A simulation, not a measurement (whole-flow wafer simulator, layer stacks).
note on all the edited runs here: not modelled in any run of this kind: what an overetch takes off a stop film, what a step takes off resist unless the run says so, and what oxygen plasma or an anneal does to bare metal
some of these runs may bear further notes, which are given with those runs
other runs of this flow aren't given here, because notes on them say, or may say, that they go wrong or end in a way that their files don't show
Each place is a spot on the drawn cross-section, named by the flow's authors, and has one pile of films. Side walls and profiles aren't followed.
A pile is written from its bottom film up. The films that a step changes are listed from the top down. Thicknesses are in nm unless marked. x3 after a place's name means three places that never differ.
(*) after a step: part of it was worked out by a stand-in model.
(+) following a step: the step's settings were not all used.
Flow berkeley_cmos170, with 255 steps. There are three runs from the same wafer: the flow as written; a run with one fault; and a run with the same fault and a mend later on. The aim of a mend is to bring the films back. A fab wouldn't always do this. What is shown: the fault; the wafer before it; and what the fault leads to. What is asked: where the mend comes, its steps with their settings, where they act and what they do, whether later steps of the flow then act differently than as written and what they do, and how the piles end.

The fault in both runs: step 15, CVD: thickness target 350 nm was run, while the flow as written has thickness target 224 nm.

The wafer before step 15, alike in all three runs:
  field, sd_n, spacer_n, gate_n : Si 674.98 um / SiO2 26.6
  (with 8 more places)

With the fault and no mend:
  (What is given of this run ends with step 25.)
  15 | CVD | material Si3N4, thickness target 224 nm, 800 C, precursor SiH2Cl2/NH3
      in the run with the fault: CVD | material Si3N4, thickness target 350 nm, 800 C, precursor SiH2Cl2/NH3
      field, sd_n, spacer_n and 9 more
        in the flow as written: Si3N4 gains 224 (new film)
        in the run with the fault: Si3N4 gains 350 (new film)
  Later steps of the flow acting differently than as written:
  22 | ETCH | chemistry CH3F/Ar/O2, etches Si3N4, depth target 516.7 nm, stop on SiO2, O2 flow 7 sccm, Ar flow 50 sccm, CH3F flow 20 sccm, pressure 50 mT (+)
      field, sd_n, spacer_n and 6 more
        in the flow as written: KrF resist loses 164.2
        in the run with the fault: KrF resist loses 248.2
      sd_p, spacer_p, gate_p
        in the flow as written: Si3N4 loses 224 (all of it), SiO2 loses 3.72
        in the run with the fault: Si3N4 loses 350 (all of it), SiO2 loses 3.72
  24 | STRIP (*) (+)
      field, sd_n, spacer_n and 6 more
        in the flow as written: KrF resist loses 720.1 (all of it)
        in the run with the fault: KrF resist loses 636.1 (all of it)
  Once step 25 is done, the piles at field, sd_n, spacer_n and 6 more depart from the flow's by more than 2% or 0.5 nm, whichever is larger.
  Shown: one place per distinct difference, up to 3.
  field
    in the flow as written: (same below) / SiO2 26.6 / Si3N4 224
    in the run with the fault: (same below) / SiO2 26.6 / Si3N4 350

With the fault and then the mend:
  The mend stands after step 15.
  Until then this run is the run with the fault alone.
  15a | ETCH | chemistry h3po4, depth target 402.5 nm
      field, sd_n, spacer_n and 9 more
        Si3N4 loses 350 (all of it)
  15b | CLEAN | chemistry SPM
      alters no film at any place that is followed
  15c | CVD | material Si3N4, thickness target 224 nm, 800 C, precursor SiH2Cl2/NH3 (the flow's step 15 again)
      field, sd_n, spacer_n and 9 more
        Si3N4 gains 224 (new film)
  Later steps of the flow that are run all act as written at every place that is followed.
  At every place that both follow, the piles at the end match the flow's.
